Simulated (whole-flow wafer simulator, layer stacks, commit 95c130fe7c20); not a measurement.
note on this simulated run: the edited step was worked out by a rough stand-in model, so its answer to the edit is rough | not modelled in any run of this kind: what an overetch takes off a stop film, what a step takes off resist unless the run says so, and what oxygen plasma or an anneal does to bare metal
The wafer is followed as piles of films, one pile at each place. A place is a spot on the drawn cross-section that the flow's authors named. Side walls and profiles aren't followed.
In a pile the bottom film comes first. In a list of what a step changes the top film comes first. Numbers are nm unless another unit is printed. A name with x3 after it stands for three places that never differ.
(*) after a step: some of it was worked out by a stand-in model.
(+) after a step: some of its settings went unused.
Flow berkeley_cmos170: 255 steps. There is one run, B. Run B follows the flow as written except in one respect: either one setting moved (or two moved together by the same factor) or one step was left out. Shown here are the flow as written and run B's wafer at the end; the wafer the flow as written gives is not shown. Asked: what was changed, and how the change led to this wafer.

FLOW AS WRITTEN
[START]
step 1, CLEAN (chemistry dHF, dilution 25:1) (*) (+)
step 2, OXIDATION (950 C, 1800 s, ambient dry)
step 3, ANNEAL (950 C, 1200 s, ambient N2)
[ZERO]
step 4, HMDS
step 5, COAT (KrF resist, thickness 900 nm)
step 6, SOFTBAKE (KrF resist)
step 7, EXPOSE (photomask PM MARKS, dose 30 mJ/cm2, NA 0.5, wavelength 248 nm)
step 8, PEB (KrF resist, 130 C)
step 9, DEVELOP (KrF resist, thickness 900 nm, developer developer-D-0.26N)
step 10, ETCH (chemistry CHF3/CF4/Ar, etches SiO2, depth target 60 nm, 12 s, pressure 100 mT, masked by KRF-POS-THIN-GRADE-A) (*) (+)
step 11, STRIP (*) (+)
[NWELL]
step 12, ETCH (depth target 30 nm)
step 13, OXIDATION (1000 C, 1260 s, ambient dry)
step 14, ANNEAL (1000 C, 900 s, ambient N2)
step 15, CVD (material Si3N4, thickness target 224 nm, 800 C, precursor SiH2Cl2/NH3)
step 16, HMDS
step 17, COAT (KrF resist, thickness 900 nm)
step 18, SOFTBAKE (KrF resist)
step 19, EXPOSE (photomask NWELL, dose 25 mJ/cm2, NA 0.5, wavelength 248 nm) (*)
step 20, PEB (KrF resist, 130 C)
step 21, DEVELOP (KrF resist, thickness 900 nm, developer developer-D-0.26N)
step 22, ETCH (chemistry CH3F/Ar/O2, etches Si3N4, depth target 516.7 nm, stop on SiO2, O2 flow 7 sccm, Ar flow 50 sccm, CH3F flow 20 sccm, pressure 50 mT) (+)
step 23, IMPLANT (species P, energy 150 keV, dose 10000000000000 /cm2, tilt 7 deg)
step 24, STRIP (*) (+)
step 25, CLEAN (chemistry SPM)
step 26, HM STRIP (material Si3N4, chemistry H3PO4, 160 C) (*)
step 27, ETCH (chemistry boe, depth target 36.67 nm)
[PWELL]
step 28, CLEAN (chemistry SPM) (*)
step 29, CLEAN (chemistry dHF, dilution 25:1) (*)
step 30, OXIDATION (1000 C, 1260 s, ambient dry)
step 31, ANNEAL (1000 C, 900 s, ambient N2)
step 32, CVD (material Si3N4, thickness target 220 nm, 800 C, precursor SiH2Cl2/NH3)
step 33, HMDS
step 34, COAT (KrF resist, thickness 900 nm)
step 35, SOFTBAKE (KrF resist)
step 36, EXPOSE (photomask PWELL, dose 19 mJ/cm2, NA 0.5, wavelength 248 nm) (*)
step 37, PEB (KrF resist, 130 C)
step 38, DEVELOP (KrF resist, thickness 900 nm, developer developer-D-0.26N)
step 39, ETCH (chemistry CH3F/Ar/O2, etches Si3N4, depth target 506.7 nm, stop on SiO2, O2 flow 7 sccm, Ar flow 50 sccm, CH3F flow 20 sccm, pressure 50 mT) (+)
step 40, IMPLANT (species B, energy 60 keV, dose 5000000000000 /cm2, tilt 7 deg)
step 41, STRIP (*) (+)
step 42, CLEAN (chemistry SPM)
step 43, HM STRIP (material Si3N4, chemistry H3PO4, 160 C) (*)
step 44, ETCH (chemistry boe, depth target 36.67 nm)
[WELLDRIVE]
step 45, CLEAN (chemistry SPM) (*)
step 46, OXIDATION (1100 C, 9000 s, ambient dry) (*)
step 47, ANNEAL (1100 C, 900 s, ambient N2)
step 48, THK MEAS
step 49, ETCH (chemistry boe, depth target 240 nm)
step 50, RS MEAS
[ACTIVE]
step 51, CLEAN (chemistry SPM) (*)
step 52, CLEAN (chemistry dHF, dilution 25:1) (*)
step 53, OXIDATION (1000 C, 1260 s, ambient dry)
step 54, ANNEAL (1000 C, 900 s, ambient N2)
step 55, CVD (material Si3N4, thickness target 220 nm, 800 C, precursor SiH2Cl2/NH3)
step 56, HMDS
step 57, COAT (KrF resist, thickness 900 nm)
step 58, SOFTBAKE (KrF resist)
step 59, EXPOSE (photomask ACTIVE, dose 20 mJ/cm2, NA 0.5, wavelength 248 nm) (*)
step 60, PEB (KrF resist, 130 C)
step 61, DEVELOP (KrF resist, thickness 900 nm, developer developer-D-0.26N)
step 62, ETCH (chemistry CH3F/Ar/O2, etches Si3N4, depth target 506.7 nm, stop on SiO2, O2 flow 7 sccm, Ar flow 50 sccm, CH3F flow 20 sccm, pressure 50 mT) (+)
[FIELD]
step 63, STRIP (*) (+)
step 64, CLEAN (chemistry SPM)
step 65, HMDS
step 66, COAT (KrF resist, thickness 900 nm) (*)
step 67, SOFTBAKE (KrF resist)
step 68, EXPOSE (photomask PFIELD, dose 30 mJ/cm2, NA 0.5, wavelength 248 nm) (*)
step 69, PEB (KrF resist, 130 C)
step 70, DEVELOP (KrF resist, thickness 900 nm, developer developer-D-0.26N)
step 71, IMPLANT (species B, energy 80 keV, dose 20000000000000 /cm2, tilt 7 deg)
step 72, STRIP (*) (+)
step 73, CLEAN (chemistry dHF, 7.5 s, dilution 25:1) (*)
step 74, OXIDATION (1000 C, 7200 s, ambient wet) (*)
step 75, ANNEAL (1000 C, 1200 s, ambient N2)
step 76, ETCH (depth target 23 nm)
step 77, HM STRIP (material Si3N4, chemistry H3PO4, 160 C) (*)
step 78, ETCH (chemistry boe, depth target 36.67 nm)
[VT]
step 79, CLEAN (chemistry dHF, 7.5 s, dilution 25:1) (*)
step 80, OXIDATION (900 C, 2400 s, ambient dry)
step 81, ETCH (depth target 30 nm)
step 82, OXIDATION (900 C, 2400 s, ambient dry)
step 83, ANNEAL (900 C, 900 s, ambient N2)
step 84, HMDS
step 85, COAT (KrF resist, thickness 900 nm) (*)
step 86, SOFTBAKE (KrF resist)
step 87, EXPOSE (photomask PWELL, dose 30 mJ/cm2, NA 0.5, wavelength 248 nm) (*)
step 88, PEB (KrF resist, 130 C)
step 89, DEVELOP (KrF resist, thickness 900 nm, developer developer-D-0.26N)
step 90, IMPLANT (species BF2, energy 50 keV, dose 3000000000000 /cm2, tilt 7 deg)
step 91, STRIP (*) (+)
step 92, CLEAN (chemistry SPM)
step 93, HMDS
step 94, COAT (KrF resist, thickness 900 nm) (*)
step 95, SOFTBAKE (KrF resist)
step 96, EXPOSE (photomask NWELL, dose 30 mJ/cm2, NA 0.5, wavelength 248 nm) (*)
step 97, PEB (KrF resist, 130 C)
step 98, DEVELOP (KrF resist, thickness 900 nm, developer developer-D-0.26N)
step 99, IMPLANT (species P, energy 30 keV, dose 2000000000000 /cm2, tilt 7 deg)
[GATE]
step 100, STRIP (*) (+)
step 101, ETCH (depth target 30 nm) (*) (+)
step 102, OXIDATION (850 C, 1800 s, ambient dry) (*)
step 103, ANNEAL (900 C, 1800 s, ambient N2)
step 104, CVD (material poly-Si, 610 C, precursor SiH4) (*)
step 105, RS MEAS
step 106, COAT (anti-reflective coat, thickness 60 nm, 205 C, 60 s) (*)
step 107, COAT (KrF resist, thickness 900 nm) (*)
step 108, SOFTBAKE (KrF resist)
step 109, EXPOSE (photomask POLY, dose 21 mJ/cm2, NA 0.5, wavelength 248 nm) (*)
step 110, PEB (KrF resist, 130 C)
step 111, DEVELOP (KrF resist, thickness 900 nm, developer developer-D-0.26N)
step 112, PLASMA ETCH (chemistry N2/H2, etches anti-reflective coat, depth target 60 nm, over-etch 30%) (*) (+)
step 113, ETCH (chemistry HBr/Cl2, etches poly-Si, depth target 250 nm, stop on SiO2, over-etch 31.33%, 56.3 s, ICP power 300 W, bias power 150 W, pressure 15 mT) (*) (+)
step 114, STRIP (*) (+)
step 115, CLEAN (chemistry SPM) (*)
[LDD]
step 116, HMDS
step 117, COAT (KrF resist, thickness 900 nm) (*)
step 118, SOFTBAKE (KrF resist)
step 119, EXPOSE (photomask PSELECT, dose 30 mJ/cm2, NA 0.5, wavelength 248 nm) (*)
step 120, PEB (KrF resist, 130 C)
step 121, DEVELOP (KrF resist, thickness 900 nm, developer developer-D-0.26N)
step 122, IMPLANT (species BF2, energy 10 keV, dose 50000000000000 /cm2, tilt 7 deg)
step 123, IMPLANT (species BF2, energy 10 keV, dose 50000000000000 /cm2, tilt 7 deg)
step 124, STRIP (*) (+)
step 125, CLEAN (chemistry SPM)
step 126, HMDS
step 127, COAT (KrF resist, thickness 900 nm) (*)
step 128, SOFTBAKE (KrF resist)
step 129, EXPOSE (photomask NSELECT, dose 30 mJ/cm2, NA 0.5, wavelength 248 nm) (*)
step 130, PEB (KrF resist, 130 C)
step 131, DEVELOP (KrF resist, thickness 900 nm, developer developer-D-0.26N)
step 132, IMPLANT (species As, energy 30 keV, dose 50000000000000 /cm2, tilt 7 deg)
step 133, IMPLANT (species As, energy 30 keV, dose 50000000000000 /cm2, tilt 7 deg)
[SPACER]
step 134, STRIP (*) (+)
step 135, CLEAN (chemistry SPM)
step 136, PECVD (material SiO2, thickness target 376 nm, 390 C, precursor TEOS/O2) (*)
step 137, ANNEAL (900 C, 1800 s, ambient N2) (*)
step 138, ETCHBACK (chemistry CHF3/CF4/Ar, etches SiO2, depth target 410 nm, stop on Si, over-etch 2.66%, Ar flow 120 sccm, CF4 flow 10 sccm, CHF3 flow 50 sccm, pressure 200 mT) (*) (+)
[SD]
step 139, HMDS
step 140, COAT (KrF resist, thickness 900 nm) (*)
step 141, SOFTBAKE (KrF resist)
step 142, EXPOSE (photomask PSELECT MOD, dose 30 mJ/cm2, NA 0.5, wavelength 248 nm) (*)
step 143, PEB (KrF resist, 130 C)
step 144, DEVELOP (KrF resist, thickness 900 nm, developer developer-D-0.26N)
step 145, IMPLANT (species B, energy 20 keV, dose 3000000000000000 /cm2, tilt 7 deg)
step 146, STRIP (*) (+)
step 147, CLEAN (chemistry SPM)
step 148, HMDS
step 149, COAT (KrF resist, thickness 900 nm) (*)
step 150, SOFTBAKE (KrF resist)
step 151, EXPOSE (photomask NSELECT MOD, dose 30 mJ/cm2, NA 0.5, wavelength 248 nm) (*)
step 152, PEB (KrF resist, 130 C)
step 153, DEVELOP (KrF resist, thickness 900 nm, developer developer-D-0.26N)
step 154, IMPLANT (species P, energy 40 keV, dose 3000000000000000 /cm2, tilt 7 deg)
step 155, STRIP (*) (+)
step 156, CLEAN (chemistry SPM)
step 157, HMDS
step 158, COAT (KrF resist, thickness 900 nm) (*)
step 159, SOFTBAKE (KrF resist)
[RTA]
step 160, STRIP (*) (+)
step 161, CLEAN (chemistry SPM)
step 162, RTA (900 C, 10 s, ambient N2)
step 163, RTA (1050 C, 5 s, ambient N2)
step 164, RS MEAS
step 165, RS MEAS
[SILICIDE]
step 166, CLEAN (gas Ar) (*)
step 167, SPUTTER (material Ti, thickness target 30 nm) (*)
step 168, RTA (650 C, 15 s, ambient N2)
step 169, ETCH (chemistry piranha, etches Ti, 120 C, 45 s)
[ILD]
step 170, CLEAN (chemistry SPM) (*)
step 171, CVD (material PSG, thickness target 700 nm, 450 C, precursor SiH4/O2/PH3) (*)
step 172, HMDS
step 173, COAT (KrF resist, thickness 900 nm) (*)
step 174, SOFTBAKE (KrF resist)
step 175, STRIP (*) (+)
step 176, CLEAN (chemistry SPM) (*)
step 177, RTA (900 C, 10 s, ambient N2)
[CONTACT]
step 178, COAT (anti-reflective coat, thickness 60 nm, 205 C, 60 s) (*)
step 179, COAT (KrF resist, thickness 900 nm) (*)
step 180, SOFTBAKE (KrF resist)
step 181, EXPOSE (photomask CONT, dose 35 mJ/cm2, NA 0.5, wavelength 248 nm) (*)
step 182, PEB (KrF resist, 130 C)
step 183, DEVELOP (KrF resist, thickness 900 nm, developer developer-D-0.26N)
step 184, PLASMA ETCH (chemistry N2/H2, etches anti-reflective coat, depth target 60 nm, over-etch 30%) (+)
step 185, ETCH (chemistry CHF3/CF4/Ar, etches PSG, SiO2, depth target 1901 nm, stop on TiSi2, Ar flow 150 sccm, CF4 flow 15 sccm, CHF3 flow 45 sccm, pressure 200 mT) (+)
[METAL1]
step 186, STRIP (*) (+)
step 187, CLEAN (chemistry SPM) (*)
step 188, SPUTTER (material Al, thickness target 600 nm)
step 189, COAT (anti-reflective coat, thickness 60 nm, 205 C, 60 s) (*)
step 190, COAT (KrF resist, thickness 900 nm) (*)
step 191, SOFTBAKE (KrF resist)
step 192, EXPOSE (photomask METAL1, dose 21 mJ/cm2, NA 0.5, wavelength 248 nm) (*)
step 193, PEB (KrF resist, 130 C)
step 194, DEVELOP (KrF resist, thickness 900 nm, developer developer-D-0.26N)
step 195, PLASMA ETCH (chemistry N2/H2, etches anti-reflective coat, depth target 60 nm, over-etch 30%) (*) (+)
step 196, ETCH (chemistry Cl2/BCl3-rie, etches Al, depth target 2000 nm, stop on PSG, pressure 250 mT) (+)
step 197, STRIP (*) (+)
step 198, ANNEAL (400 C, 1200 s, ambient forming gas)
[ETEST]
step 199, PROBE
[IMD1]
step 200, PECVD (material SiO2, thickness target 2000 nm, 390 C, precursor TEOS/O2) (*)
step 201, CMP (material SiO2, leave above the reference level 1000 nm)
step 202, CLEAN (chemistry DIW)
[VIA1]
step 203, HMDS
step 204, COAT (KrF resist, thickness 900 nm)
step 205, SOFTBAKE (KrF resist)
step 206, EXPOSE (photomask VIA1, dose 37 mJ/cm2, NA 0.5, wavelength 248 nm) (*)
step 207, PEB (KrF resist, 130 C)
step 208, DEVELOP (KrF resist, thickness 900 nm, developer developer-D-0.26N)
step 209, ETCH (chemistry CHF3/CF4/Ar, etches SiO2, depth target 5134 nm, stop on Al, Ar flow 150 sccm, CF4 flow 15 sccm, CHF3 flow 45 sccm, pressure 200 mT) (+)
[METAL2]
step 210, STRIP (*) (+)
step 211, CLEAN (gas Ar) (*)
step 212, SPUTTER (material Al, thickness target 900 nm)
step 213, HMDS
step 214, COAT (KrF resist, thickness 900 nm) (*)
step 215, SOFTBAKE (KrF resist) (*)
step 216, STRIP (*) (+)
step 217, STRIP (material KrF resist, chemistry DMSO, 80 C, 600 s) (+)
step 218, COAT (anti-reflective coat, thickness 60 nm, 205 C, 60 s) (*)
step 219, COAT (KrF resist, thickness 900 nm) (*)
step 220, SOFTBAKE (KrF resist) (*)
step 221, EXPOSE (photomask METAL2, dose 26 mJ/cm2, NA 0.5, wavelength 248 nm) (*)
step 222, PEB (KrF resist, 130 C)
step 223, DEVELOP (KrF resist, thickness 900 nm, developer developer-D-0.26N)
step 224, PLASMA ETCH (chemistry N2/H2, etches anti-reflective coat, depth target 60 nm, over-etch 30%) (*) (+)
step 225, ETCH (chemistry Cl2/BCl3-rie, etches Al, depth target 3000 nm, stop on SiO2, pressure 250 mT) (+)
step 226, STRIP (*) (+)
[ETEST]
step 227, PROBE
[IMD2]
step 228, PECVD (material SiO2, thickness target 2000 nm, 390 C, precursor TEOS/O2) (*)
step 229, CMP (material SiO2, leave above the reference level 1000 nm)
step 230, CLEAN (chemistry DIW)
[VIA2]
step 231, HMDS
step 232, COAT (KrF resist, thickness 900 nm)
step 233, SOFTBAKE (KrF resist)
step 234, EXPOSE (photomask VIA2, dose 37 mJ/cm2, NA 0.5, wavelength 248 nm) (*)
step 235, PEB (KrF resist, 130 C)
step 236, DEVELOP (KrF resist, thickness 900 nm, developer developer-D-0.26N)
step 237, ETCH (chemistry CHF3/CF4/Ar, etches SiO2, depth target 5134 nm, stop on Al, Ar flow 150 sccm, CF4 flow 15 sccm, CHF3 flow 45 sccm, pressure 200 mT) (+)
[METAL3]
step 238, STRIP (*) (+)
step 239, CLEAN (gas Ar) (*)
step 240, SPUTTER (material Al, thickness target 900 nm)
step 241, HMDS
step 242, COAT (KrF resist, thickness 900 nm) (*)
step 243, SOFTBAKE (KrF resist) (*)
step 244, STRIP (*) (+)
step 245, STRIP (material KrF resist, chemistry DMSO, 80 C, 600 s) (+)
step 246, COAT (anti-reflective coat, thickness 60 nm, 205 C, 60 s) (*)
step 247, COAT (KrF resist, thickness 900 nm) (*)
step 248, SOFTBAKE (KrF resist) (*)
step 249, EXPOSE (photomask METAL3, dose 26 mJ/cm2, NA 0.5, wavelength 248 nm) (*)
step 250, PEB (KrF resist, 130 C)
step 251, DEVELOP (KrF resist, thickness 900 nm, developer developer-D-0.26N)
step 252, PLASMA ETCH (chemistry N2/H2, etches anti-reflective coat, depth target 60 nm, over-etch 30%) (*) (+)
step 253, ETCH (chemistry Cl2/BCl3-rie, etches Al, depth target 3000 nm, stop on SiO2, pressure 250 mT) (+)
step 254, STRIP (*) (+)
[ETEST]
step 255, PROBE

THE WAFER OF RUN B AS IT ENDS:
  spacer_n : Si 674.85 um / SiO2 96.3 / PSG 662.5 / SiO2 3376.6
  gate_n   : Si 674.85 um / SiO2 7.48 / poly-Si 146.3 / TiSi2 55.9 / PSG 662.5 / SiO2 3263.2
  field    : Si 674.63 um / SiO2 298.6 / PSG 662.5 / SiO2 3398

What caused this: step 138, ETCHBACK: depth target 492 nm was run, though the flow has depth target 410 nm.

Step by step, how the change led to this:
  step 138, ETCHBACK (chemistry CHF3/CF4/Ar, etches SiO2, depth target 410 nm, stop on Si, over-etch 2.66%, Ar flow 120 sccm, CF4 flow 10 sccm, CHF3 flow 50 sccm, pressure 200 mT) (*) (+)
      spacer_n, spacer_p: -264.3 SiO2 (it would be, as written: -184.4 SiO2)
      gate_n, gate_p: -359.1 SiO2 (all of it), -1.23 chemical SiO2 (all of it), -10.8 poly-Si (it would be, as written: -359.1 SiO2 (all of it), -1.23 chemical SiO2 (all of it), -3.55 poly-Si)
      (also at 1 further place)
  step 140, COAT (KrF resist, thickness 900 nm) (*)
      field: +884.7 KrF resist (new film) (it would be, as written: +866.5 KrF resist (new film))
      sd_n: +942.1 KrF resist (new film) (it would be, as written: +985.6 KrF resist (new film))
      (also at 10 further places)
  step 144, DEVELOP (KrF resist, thickness 900 nm, developer developer-D-0.26N)
      sd_p: -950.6 KrF resist (all of it) (it would be, as written: -990.7 KrF resist (all of it))
      spacer_p: -859.5 KrF resist (all of it) (it would be, as written: -817.6 KrF resist (all of it))
      (also at 1 further place)
  step 146, STRIP (*) (+)
      field: -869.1 KrF resist (all of it) (it would be, as written: -850.9 KrF resist (all of it))
      sd_n: +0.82 chemical SiO2 (new film), -926.4 KrF resist (all of it), -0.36 Si (it would be, as written: +0.83 chemical SiO2 (new film), -969.8 KrF resist (all of it), -0.36 Si)
      (also at 7 further places)
  step 149, COAT (KrF resist, thickness 900 nm) (*)
      field: +884.8 KrF resist (new film) (it would be, as written: +866.5 KrF resist (new film))
      sd_n: +941.9 KrF resist (new film) (it would be, as written: +985.1 KrF resist (new film))
      (also at 10 further places)
  step 153, DEVELOP (KrF resist, thickness 900 nm, developer developer-D-0.26N)
      sd_n: -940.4 KrF resist (all of it) (it would be, as written: -983.5 KrF resist (all of it))
      spacer_n: -862.6 KrF resist (all of it) (it would be, as written: -824.6 KrF resist (all of it))
      (also at 2 further places)
  step 155, STRIP (*) (+)
      gate_p: -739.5 KrF resist (all of it), +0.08 chemical SiO2, -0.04 poly-Si (it would be, as written: -770.7 KrF resist (all of it), +0.08 chemical SiO2)
      field: -869.2 KrF resist (all of it) (it would be, as written: -850.9 KrF resist (all of it))
      (also at 6 further places)
  step 158, COAT (KrF resist, thickness 900 nm) (*)
      field: +884.9 KrF resist (new film) (it would be, as written: +866.6 KrF resist (new film))
      sd_n: +941.8 KrF resist (new film) (it would be, as written: +984.8 KrF resist (new film))
      (also at 10 further places)
  step 160, STRIP (*) (+)
      field: -884.9 KrF resist (all of it) (it would be, as written: -866.6 KrF resist (all of it))
      sd_n: -941.8 KrF resist (all of it), +0.07 chemical SiO2 (it would be, as written: -984.8 KrF resist (all of it), +0.07 chemical SiO2)
      (also at 10 further places)
  step 173, COAT (KrF resist, thickness 900 nm) (*)
      sd_n: +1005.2 KrF resist (new film) (it would be, as written: +1038.7 KrF resist (new film))
      spacer_n: +919.6 KrF resist (new film) (it would be, as written: +873.2 KrF resist (new film))
      (also at 9 further places)
  step 175, STRIP (*) (+)
      sd_n: -1005.2 KrF resist (all of it) (it would be, as written: -1038.7 KrF resist (all of it))
      spacer_n: -919.6 KrF resist (all of it) (it would be, as written: -873.2 KrF resist (all of it))
      (also at 9 further places)
  step 178, COAT (anti-reflective coat, thickness 60 nm, 205 C, 60 s) (*)
      field: +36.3 anti-reflective coat (new film) (it would be, as written: +38.6 anti-reflective coat (new film))
      sd_n: +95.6 anti-reflective coat (new film) (it would be, as written: +135.1 anti-reflective coat (new film))
      (also at 8 further places)
  step 179, COAT (KrF resist, thickness 900 nm) (*)
      gate_n: +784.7 KrF resist (new film) (it would be, as written: +815.1 KrF resist (new film))
      sd_p: +927.4 KrF resist (new film) (it would be, as written: +964.5 KrF resist (new film))
      (also at 6 further places)
  step 183, DEVELOP (KrF resist, thickness 900 nm, developer developer-D-0.26N)
      contact: -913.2 KrF resist (all of it) (it would be, as written: -943.2 KrF resist (all of it))
  step 184, PLASMA ETCH (chemistry N2/H2, etches anti-reflective coat, depth target 60 nm, over-etch 30%) (+)
      field, sd_n, spacer_n and 8 more: -51.3 KrF resist (it would be, as written: -52.6 KrF resist)
      contact: -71 anti-reflective coat (all of it), -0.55 PSG (it would be, as written: -72.8 anti-reflective coat (all of it), -0.56 PSG)
  step 186, STRIP (*) (+)
      field: -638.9 KrF resist (all of it), -36.3 anti-reflective coat (all of it) (it would be, as written: -623.9 KrF resist (all of it), -38.6 anti-reflective coat (all of it))
      sd_n: -637.8 KrF resist (all of it), -95.6 anti-reflective coat (all of it) (it would be, as written: -643.8 KrF resist (all of it), -135.1 anti-reflective coat (all of it))
      (also at 9 further places)
  ... 7 further steps ...
  step 201, CMP (material SiO2, leave above the reference level 1000 nm)
      spacer_n, spacer_p: -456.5 SiO2 (it would be, as written: -536.3 SiO2)
      field: -435 SiO2 (it would be, as written: -517 SiO2)
